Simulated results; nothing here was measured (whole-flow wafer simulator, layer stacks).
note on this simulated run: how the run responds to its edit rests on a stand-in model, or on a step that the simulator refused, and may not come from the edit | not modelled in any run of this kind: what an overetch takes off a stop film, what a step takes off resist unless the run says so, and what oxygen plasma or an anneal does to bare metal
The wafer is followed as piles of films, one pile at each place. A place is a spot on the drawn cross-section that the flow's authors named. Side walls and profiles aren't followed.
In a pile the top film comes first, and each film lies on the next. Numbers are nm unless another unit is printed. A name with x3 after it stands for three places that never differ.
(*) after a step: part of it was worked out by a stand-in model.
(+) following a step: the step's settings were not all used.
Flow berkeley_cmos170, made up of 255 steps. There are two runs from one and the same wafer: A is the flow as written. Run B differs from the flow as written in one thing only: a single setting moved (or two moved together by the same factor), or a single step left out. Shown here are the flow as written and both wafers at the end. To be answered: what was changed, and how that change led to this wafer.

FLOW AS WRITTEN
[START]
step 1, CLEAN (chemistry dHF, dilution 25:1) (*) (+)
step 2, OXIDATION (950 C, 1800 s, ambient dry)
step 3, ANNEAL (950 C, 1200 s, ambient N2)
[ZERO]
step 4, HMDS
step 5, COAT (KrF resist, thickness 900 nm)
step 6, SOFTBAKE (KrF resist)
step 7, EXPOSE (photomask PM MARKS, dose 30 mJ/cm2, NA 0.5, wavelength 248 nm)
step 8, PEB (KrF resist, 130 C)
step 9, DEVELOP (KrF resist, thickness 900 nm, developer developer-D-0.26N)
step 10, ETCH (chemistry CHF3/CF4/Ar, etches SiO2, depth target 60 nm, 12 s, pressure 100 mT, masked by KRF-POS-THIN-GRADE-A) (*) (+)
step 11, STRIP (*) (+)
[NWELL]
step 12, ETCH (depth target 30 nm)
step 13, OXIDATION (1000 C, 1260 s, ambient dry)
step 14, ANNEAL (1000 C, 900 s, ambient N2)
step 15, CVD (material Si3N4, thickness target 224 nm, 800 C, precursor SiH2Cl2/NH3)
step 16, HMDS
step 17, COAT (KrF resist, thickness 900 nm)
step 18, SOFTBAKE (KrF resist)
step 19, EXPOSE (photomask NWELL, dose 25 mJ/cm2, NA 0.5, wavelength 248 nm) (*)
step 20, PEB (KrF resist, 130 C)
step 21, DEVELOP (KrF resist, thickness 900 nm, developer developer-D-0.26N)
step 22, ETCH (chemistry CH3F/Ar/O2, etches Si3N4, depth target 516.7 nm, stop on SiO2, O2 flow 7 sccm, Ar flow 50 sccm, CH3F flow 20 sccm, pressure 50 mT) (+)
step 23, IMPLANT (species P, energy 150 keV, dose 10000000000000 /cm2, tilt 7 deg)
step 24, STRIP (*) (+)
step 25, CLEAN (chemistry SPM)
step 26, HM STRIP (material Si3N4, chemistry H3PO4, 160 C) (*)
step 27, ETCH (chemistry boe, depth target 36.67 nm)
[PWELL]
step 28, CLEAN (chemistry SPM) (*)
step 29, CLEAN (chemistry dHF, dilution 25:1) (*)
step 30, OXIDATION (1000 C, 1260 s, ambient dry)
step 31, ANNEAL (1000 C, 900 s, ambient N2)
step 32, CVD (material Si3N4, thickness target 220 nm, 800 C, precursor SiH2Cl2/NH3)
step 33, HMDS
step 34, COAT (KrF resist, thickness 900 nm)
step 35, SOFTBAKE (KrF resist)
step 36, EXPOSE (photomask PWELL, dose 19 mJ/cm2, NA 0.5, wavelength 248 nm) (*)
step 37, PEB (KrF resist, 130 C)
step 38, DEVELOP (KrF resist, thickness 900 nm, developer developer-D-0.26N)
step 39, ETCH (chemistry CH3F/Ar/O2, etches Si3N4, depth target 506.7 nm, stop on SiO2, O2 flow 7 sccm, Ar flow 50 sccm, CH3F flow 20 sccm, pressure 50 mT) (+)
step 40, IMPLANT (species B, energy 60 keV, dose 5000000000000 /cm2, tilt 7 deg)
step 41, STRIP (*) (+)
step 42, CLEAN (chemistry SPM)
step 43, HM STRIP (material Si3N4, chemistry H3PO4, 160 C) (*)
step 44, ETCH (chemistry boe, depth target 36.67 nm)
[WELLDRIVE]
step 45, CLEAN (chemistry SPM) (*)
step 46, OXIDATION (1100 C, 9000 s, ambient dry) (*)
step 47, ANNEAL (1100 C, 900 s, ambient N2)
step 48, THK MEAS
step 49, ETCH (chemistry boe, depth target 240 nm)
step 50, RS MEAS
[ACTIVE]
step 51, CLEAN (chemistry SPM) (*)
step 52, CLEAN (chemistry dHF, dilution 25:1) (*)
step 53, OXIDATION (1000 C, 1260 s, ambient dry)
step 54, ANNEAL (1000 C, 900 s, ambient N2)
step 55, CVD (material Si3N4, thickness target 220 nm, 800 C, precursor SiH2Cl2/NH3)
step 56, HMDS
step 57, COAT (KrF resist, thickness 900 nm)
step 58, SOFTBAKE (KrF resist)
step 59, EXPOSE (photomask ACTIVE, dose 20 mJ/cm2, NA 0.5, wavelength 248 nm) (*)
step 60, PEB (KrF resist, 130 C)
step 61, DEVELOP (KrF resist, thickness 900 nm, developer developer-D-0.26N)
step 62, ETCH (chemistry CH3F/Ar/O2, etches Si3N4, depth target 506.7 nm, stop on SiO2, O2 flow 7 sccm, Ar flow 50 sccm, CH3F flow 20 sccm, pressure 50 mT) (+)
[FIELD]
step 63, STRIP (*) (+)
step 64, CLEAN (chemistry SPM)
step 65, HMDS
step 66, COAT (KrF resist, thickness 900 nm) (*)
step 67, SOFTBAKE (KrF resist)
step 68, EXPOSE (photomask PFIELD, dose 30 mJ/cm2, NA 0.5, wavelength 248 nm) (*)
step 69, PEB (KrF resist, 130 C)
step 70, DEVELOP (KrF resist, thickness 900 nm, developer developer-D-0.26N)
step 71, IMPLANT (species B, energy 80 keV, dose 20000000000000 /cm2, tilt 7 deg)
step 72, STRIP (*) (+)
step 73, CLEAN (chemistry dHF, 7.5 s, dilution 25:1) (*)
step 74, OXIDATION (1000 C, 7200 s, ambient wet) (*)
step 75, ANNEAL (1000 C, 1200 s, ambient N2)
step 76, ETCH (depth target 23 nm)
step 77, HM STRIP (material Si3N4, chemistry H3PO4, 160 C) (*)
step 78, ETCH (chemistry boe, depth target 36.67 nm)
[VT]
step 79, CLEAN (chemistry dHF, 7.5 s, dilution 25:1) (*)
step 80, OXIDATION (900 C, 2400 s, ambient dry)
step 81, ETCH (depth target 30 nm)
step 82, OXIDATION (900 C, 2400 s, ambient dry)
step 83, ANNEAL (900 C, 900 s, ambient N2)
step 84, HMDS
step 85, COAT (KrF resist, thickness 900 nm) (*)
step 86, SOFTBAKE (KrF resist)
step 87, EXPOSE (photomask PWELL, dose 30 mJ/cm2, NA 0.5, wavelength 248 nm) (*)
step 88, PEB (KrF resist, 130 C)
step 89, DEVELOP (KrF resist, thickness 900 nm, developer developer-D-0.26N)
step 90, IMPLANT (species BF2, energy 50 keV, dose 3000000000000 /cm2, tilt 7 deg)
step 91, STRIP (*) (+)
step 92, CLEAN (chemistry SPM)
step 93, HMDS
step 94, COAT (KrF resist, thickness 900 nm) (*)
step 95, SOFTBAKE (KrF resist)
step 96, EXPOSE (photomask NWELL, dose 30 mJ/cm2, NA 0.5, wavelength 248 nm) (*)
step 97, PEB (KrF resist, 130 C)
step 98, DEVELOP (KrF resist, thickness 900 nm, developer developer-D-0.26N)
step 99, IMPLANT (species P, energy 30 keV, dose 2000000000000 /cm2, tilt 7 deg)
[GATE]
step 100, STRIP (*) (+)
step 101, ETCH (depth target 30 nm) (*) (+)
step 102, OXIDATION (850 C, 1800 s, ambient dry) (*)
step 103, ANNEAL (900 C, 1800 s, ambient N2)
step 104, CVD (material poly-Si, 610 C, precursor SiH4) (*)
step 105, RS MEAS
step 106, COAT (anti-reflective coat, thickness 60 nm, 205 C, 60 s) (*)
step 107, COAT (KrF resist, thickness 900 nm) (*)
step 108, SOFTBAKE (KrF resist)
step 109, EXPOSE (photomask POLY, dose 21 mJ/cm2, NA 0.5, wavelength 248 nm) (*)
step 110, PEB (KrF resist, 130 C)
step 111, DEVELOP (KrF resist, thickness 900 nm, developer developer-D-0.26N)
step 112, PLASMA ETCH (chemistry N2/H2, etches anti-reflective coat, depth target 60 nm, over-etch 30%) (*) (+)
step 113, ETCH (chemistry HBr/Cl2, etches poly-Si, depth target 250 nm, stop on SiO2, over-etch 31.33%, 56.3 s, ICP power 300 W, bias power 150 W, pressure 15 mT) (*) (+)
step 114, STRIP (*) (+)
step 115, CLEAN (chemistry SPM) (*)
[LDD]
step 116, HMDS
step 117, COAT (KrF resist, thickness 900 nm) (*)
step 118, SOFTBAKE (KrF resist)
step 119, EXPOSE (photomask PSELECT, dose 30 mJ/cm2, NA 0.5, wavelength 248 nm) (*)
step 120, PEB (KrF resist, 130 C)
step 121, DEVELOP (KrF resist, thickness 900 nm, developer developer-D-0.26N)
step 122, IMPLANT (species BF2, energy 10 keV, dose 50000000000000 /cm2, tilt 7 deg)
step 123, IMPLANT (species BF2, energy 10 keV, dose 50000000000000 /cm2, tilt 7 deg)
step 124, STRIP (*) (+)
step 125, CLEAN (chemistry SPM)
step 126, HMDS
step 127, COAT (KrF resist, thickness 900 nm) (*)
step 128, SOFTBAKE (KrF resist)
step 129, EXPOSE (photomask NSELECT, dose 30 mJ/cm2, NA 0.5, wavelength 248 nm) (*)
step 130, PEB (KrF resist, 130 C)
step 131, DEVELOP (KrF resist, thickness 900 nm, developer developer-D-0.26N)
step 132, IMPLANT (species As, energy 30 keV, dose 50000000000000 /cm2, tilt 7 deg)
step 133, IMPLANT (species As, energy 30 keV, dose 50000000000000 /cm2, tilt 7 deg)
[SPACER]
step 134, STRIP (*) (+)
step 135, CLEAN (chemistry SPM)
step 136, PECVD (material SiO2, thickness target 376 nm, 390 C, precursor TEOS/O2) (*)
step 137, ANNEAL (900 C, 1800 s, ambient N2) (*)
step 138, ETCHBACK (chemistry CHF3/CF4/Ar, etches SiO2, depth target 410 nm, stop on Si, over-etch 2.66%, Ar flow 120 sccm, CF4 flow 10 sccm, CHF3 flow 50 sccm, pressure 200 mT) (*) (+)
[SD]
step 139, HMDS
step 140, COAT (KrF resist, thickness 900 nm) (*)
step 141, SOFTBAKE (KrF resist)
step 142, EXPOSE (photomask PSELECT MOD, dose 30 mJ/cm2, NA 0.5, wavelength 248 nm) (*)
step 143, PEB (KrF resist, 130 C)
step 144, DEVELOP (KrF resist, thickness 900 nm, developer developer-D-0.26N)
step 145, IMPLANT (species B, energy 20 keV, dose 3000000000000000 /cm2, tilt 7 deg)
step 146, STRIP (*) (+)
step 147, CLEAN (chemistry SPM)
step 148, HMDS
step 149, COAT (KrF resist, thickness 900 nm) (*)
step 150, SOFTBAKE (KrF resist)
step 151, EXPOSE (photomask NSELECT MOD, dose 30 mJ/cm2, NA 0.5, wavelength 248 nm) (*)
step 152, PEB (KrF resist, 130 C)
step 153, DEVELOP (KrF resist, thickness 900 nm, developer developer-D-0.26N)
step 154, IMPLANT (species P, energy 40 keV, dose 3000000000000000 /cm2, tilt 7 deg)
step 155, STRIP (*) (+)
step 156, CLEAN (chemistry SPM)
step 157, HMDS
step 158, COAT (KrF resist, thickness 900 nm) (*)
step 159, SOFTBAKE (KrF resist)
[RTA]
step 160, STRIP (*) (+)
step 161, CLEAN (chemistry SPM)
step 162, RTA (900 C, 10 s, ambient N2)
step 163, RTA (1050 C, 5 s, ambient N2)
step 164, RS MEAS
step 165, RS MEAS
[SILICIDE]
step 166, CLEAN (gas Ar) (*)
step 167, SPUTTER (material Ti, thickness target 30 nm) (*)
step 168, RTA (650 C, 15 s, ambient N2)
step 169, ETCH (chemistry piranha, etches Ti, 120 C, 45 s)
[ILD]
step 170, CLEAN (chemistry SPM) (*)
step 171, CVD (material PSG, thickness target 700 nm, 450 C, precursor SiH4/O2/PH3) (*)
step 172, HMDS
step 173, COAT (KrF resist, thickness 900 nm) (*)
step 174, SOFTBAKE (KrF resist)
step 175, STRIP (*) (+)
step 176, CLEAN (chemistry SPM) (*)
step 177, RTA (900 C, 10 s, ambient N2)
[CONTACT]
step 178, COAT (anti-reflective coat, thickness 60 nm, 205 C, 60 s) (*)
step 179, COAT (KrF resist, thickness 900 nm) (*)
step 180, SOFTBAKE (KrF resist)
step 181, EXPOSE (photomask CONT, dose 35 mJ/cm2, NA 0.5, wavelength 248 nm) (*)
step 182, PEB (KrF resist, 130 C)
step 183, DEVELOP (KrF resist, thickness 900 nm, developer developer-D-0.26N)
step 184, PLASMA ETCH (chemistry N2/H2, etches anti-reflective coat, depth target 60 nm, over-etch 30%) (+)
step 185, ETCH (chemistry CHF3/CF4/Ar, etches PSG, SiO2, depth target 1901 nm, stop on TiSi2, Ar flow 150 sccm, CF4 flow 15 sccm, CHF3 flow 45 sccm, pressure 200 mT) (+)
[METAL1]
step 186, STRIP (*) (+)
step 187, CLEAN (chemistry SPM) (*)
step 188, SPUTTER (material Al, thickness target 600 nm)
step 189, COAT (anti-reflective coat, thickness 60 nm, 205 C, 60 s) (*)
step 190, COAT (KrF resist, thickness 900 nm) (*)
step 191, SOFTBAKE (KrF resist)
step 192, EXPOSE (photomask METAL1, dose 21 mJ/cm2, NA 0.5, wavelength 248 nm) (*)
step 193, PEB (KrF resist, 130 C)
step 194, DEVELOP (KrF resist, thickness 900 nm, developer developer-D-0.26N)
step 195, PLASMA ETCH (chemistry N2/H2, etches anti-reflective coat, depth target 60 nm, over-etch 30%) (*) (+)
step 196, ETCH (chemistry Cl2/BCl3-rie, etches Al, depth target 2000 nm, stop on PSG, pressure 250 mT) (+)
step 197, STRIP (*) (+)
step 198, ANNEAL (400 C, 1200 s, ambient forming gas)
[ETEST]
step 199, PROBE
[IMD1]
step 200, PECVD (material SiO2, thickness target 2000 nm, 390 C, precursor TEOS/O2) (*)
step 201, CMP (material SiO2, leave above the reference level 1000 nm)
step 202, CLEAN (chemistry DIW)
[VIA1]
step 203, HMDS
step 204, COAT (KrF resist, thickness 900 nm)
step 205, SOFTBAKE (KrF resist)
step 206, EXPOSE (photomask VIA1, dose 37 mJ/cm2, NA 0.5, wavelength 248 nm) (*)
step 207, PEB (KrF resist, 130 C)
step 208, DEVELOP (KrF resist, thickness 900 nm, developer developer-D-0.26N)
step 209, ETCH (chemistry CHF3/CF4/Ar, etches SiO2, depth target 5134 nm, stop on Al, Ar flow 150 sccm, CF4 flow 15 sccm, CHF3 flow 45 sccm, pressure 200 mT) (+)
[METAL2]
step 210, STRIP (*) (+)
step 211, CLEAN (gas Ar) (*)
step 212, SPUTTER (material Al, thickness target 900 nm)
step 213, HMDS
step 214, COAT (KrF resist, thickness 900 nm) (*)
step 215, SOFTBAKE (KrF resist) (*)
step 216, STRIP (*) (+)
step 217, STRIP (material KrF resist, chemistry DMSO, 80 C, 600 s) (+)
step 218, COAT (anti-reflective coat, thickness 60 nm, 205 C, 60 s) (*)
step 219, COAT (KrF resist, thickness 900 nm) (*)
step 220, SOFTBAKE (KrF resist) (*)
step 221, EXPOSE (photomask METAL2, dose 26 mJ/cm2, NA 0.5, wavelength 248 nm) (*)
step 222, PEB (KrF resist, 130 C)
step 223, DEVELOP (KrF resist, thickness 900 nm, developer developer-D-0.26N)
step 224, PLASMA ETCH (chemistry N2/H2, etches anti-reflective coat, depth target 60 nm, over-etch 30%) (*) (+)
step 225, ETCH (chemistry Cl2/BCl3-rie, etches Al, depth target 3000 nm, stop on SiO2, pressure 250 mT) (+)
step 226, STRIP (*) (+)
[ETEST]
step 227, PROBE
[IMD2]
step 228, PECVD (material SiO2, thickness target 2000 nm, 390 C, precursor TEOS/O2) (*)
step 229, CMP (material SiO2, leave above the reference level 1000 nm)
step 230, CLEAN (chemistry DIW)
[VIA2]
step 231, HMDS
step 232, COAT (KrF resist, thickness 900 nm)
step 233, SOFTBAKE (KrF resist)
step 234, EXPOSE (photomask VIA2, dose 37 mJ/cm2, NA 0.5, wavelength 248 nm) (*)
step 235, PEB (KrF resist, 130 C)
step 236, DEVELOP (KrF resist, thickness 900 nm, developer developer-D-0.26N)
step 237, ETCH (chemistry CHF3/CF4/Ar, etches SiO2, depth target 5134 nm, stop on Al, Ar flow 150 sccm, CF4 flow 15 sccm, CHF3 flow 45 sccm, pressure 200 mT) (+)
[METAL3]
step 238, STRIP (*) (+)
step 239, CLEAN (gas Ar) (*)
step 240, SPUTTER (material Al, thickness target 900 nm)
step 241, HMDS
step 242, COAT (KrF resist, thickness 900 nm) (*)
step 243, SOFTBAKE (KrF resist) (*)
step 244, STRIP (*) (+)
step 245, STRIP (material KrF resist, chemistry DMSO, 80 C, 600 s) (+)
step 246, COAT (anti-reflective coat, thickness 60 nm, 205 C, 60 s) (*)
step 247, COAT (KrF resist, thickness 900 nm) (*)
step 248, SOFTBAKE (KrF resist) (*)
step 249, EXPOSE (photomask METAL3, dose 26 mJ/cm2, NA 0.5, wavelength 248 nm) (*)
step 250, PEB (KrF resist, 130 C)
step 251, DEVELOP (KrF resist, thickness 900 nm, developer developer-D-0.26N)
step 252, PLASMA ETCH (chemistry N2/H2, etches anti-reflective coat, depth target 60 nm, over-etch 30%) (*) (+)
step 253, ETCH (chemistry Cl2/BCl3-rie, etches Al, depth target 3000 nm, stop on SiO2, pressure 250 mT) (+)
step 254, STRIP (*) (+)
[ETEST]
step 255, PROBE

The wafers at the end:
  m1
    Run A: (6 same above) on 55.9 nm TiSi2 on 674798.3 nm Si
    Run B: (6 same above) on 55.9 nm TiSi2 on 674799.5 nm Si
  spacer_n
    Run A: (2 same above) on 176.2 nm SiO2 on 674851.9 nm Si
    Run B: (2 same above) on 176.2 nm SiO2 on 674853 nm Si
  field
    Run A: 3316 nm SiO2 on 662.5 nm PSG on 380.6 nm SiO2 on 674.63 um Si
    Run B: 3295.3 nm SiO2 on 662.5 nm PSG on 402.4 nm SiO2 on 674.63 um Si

Cause: step 78, ETCH: depth target 14.67 nm was run, whereas the flow has depth target 36.67 nm.

Step by step, how the change led to this:
  step 78, ETCH (chemistry boe, depth target 36.67 nm)
      sd_n, spacer_n, gate_n and 8 more: A -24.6 SiO2 (all of it) | B -14.7 SiO2
      field: A -36.7 SiO2 | B -14.7 SiO2
  step 79, CLEAN (chemistry dHF, 7.5 s, dilution 25:1) (*)
      sd_n, spacer_n, gate_n and 8 more: A nothing | B -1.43 SiO2
  step 80, OXIDATION (900 C, 2400 s, ambient dry)
      sd_n, spacer_n, gate_n and 8 more: A +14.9 SiO2 (new film), -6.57 Si | B +12.3 SiO2, -5.4 Si
  step 81, ETCH (depth target 30 nm)
      spacer_n, gate_n, spacer_p and 6 more: A -14.9 SiO2 (all of it) | B -20.7 SiO2 (all of it)
      sd_n, sd_p: A -14.9 SiO2 (all of it) | B -20.8 SiO2 (all of it)
  step 106, COAT (anti-reflective coat, thickness 60 nm, 205 C, 60 s) (*)
      field: A +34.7 anti-reflective coat (new film) | B +35.5 anti-reflective coat (new film)
      sd_n: A +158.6 anti-reflective coat (new film) | B +177.9 anti-reflective coat (new film)
      (and at 8 other places as well)
  step 112, PLASMA ETCH (chemistry N2/H2, etches anti-reflective coat, depth target 60 nm, over-etch 30%) (*) (+)
      field: A -34.7 anti-reflective coat (all of it), -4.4 poly-Si | B -35.5 anti-reflective coat (all of it), -5.02 poly-Si
      sd_n: A -158.6 anti-reflective coat (all of it), -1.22 poly-Si | B -177.9 anti-reflective coat (all of it), -1.37 poly-Si
      (and at 8 other places as well)
  step 114, STRIP (*) (+)
      gate_n: A +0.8 chemical SiO2 (new film), -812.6 KrF resist (all of it), -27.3 anti-reflective coat (all of it), -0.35 poly-Si | B +0.8 chemical SiO2 (new film), -831.2 KrF resist (all of it), -22.5 anti-reflective coat (all of it), -0.35 poly-Si
      gate_p: A +0.8 chemical SiO2 (new film), -782.1 KrF resist (all of it), -29.6 anti-reflective coat (all of it), -0.35 poly-Si | B +0.8 chemical SiO2 (new film), -792.4 KrF resist (all of it), -27.1 anti-reflective coat (all of it), -0.35 poly-Si
  step 178, COAT (anti-reflective coat, thickness 60 nm, 205 C, 60 s) (*)
      sd_n: A +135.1 anti-reflective coat (new film) | B +148.8 anti-reflective coat (new film)
      spacer_n: A +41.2 anti-reflective coat (new film) | B +42.2 anti-reflective coat (new film)
      (and at 5 other places as well)
  step 184, PLASMA ETCH (chemistry N2/H2, etches anti-reflective coat, depth target 60 nm, over-etch 30%) (+)
      field, sd_n, spacer_n and 8 more: A -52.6 KrF resist | B -53.8 KrF resist
      contact: A -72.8 anti-reflective coat (all of it), -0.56 PSG | B -74.5 anti-reflective coat (all of it), -0.57 PSG
  step 186, STRIP (*) (+)
      sd_n: A -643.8 KrF resist (all of it), -135.1 anti-reflective coat (all of it) | B -641.3 KrF resist (all of it), -148.8 anti-reflective coat (all of it)
      spacer_n: A -599.1 KrF resist (all of it), -41.2 anti-reflective coat (all of it) | B -609.5 KrF resist (all of it), -42.2 anti-reflective coat (all of it)
      (and at 4 other places as well)
  step 189, COAT (anti-reflective coat, thickness 60 nm, 205 C, 60 s) (*)
      gate_n: A +48 anti-reflective coat (new film) | B +49.5 anti-reflective coat (new film)
      sd_p: A +86.5 anti-reflective coat (new film) | B +89.3 anti-reflective coat (new film)
      (and at 3 other places as well)
  step 195, PLASMA ETCH (chemistry N2/H2, etches anti-reflective coat, depth target 60 nm, over-etch 30%) (*) (+)
      contact, m1, via1, m2, via2: A -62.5 KrF resist | B -64.5 KrF resist
      gate_n: A -48 anti-reflective coat (all of it) | B -49.5 anti-reflective coat (all of it)
      (and at 3 other places as well)
  step 196, ETCH (chemistry Cl2/BCl3-rie, etches Al, depth target 2000 nm, stop on PSG, pressure 250 mT) (+)
      sd_p: A -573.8 Al (all of it), -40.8 PSG | B -565.9 Al (all of it), -41.8 PSG
  step 197, STRIP (*) (+)
      m2: A -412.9 KrF resist (all of it), -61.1 anti-reflective coat (all of it) | B -419.6 KrF resist (all of it), -58.3 anti-reflective coat (all of it)
  step 201, CMP (material SiO2, leave above the reference level 1000 nm)
      field: A -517 SiO2 | B -537.7 SiO2
